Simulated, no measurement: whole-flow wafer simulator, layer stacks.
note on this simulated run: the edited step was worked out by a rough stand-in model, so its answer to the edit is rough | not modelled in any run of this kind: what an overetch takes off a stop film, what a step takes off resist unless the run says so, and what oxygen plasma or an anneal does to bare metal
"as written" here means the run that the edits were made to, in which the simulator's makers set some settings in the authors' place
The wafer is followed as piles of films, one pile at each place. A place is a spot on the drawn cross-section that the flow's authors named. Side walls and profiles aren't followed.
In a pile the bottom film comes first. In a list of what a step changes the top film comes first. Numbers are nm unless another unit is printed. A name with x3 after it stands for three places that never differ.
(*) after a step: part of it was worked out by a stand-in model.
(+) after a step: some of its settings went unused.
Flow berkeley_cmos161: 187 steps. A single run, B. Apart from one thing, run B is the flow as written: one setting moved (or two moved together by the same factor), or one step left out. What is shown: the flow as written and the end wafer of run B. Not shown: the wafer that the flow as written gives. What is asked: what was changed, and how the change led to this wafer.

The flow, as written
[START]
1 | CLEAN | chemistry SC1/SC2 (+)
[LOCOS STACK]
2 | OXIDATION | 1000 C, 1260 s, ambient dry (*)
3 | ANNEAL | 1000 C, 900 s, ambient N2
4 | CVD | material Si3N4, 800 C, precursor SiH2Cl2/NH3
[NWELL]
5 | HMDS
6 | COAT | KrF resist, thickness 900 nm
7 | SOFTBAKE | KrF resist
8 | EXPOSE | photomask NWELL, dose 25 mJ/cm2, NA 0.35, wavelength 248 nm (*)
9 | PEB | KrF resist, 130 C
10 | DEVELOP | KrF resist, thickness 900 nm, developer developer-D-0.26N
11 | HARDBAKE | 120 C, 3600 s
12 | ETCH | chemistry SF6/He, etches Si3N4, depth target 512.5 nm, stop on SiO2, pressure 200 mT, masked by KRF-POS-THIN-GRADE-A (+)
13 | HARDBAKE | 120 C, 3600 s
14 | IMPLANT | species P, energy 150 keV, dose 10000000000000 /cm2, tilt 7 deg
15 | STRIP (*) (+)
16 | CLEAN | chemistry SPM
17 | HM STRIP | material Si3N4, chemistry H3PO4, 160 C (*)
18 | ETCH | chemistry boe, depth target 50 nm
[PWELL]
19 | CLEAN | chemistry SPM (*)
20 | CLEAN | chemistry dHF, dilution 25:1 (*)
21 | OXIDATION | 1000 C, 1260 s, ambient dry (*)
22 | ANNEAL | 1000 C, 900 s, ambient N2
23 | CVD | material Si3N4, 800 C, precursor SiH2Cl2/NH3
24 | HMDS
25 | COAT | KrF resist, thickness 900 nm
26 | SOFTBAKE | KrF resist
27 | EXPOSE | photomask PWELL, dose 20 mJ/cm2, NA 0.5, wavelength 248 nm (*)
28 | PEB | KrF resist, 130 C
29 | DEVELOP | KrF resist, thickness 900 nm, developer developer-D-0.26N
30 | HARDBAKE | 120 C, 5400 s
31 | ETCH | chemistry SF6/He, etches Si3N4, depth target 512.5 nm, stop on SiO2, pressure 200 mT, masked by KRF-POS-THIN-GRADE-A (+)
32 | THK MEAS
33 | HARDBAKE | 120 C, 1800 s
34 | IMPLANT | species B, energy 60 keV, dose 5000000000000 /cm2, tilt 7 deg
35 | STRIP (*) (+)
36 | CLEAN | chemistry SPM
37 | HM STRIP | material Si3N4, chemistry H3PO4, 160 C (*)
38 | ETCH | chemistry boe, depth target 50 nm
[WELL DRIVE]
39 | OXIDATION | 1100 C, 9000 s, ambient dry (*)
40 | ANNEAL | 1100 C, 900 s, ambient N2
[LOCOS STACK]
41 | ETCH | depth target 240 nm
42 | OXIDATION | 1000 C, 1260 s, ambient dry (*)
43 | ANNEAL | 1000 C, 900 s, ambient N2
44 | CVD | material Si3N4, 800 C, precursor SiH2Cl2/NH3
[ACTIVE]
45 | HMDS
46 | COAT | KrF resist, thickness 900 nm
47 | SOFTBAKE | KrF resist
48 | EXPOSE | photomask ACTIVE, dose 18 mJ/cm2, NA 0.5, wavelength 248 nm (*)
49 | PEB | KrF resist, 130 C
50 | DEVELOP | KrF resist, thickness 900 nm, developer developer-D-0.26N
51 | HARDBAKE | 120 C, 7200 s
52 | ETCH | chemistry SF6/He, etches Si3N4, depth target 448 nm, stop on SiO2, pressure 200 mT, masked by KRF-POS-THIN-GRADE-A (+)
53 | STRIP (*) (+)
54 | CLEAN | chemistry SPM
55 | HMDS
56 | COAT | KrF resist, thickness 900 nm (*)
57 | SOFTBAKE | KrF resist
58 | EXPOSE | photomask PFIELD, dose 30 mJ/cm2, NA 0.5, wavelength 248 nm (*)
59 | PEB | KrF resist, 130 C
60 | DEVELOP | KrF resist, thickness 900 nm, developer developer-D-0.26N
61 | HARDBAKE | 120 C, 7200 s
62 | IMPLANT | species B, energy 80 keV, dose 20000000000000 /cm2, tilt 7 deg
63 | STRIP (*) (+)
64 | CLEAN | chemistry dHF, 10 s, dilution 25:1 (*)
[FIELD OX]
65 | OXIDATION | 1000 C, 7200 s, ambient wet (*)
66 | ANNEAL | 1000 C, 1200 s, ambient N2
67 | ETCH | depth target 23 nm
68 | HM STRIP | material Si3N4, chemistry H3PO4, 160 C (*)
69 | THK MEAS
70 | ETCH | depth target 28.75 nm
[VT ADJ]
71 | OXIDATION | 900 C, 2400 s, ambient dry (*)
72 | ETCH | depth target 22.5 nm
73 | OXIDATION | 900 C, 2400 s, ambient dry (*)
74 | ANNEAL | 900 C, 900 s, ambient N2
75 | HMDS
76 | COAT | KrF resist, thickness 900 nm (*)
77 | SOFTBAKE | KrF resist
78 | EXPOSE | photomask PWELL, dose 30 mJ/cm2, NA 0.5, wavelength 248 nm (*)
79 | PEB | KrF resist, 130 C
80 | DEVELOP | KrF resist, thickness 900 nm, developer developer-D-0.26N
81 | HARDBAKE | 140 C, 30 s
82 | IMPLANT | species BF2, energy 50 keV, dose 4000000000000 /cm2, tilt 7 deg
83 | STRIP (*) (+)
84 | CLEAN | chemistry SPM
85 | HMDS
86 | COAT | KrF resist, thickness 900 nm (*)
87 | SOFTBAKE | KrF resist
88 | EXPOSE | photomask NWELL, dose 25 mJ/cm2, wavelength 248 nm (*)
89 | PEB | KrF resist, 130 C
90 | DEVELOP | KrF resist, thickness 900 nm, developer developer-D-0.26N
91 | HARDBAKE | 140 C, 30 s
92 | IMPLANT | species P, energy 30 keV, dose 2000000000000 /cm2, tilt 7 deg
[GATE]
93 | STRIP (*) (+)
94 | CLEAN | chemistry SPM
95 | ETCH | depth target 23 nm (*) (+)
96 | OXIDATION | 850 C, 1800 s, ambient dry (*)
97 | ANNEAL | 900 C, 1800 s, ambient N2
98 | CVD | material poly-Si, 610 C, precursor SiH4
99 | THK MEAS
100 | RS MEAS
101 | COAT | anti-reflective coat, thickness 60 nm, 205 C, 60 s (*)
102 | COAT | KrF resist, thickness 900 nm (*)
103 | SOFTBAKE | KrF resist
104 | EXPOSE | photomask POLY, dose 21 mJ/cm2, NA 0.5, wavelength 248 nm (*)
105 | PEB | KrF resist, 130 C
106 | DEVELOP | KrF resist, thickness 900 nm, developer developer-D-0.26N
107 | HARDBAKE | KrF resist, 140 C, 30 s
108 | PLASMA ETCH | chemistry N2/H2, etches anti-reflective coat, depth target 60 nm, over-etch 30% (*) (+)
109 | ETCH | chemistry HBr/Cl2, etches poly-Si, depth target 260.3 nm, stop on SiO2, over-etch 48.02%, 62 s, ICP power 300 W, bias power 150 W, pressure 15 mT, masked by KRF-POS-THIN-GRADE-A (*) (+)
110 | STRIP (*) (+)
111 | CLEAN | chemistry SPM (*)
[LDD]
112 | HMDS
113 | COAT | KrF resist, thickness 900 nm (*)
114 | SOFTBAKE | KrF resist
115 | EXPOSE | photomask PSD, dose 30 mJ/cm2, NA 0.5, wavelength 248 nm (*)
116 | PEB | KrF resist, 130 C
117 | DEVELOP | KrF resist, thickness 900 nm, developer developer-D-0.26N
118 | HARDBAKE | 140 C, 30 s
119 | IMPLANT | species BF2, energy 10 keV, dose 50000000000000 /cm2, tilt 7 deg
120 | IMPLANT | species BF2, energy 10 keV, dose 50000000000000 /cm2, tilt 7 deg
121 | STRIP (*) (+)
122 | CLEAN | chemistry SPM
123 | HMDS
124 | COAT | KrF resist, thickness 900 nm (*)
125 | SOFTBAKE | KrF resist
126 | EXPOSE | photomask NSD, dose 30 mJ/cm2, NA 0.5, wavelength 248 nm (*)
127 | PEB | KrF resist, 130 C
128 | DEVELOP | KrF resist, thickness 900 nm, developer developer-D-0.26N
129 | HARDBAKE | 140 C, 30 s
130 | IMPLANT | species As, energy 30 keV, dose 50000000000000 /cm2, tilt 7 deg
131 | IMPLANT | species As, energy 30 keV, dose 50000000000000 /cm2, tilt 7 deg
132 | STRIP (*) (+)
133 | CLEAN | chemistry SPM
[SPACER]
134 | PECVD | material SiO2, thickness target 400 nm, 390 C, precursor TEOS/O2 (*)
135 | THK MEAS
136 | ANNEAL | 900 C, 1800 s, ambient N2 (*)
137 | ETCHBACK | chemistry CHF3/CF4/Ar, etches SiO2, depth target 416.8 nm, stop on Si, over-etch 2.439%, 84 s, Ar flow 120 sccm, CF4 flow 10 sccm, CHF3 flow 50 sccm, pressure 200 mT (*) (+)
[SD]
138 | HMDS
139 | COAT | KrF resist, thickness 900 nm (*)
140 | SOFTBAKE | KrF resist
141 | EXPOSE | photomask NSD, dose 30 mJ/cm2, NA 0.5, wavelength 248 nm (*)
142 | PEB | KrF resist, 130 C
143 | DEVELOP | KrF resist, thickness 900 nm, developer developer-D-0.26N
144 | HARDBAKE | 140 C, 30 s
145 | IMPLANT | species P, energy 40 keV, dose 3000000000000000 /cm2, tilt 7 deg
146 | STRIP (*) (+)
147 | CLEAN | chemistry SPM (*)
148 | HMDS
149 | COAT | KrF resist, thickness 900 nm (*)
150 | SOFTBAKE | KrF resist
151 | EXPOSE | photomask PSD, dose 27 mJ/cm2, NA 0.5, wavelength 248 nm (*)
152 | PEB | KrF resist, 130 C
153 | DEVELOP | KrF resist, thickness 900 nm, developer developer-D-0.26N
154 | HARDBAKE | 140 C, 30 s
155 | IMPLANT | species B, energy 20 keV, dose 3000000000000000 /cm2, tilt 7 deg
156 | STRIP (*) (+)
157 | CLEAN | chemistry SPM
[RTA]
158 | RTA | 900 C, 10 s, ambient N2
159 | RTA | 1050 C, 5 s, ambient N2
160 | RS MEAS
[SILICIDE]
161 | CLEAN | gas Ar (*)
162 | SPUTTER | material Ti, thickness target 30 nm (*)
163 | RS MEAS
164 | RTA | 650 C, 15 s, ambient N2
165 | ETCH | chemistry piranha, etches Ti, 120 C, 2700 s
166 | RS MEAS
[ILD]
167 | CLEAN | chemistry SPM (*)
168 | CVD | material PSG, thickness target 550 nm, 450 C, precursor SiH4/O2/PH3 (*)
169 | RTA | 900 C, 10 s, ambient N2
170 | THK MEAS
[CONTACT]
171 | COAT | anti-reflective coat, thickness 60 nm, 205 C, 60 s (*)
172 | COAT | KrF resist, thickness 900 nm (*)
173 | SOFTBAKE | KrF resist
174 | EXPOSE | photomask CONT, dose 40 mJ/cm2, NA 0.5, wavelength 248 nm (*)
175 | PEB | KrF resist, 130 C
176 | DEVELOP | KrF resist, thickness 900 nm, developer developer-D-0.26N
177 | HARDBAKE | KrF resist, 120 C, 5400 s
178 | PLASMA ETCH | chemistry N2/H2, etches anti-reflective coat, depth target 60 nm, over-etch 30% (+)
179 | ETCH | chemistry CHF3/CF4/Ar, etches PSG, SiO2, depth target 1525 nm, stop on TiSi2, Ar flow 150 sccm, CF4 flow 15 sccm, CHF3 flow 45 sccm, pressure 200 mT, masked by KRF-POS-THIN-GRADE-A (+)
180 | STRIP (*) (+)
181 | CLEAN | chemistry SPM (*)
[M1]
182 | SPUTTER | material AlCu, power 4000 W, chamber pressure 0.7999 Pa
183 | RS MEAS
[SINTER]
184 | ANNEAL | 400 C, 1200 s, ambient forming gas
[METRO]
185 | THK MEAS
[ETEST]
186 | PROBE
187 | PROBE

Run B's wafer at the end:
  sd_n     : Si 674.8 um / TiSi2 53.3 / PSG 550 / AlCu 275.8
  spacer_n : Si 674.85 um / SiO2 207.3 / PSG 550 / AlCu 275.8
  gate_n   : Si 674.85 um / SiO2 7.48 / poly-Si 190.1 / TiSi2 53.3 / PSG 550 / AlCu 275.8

The reason: step 39, OXIDATION: 10800 s was run, whereas the flow has 9000 s.

Step by step, how the change led to this:
  39 | OXIDATION | 1100 C, 9000 s, ambient dry (*)
      field, sd_n, spacer_n and 6 more: +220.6 SiO2 (new film), -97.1 Si (in the flow as written it would be: +197.6 SiO2 (new film), -86.9 Si)
  41 | ETCH | depth target 240 nm
      field, sd_n, spacer_n and 6 more: -220.6 SiO2 (all of it) (in the flow as written it would be: -197.6 SiO2 (all of it))
